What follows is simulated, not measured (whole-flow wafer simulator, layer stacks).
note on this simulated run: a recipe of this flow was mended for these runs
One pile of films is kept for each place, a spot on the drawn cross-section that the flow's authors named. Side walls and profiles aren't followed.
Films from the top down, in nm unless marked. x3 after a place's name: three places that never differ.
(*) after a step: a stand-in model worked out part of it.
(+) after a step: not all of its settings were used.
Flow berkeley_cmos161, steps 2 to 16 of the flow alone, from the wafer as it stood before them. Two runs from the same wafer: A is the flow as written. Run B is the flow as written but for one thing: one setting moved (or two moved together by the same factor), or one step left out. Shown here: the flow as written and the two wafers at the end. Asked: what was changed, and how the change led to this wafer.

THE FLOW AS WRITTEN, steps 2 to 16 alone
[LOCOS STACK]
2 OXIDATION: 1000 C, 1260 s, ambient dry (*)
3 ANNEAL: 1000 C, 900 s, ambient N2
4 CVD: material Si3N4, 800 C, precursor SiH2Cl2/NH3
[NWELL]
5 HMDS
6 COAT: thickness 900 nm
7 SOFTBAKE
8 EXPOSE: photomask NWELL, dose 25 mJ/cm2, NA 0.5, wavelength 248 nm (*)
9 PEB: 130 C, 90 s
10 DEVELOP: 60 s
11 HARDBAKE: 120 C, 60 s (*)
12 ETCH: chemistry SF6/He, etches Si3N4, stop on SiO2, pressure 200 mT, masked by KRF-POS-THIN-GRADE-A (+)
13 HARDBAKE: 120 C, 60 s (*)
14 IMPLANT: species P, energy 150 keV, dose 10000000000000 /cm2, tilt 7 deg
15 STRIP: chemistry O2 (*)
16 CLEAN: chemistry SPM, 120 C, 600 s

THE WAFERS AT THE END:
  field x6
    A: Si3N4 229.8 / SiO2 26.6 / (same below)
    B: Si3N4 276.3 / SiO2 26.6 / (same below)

The cause: step 4, CVD: 820 C was run, where the flow has 800 C.

How the change led to this, step by step:
  4 CVD: material Si3N4, 800 C, precursor SiH2Cl2/NH3
      field x6, sd_p x3: A Si3N4 +229.8 (new film) | B Si3N4 +276.3 (new film)
  12 ETCH: chemistry SF6/He, etches Si3N4, stop on SiO2, pressure 200 mT, masked by KRF-POS-THIN-GRADE-A (+)
      field x6: A KrF-resist -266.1 | B KrF-resist -316.6
      sd_p x3: A Si3N4 -229.8 (all of it), SiO2 -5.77 | B Si3N4 -276.3 (all of it), SiO2 -5.77
  15 STRIP: chemistry O2 (*)
      field x6: A KrF-resist -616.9 (all of it) | B KrF-resist -566.3 (all of it)
